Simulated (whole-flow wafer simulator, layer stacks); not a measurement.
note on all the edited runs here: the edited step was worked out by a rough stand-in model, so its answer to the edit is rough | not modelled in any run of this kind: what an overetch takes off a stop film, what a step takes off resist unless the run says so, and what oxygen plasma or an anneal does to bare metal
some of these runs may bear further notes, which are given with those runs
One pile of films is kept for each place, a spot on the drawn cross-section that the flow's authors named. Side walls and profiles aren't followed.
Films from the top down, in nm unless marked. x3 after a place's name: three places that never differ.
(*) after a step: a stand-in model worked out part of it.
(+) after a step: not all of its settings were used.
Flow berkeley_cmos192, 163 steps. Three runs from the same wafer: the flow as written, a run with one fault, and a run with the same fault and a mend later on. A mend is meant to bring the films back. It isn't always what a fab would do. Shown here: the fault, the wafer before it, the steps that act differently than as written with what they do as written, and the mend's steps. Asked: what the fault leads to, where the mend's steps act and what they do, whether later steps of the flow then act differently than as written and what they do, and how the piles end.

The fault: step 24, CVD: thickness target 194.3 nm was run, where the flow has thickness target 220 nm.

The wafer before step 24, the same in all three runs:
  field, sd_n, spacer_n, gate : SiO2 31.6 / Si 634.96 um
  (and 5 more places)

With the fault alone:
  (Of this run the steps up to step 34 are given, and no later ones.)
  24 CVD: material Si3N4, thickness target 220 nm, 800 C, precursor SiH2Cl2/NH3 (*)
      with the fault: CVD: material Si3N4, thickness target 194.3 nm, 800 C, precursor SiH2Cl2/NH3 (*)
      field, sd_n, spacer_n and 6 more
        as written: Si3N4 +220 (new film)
        with the fault: Si3N4 +194.3 (new film)
  Later steps of the flow that act differently than as written:
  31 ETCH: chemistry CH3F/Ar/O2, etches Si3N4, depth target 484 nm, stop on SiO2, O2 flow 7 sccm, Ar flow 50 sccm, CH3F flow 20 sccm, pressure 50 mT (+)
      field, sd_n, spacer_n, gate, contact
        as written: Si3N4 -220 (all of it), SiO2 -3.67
        with the fault: Si3N4 -194.3 (all of it), SiO2 -3.67
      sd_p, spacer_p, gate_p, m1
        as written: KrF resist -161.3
        with the fault: KrF resist -144.2
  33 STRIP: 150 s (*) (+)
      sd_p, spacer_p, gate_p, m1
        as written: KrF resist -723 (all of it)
        with the fault: KrF resist -740.2 (all of it)
  After step 34 the piles differ from the flow's by more than 2% or 0.5 nm, whichever is larger, at sd_p, spacer_p, gate_p, m1.
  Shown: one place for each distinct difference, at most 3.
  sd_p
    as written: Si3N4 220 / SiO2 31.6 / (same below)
    with the fault: Si3N4 194.3 / SiO2 31.6 / (same below)

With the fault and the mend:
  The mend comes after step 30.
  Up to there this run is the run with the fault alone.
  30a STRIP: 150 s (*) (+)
      sd_p, spacer_p, gate_p, m1
        KrF resist -884.4 (all of it)
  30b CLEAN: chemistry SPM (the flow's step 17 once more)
      changes no film at any place that is followed
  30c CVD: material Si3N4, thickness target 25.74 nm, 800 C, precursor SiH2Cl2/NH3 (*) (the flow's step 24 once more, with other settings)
      field, sd_n, spacer_n and 6 more
        Si3N4 +25.7
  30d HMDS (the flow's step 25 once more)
      changes no film at any place that is followed
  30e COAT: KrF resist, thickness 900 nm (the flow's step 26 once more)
      field, sd_n, spacer_n and 6 more
        KrF resist +900 (new film)
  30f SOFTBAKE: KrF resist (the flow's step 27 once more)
      changes no film at any place that is followed
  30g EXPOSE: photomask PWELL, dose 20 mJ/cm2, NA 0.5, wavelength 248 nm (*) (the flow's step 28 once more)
      changes no film at any place that is followed
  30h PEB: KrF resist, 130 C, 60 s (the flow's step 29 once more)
      field, sd_n, spacer_n and 6 more
        KrF resist -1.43
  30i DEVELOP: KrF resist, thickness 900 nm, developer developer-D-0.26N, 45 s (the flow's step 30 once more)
      field, sd_n, spacer_n, gate, contact
        KrF resist -898.6 (all of it)
      sd_p, spacer_p, gate_p, m1
        KrF resist -14.2
  No later step of the flow acts differently than as written, at any place that is followed, by more than 2% or 0.5 nm, whichever is larger.
  At the end the piles are the same as the flow's at every place that both follow.
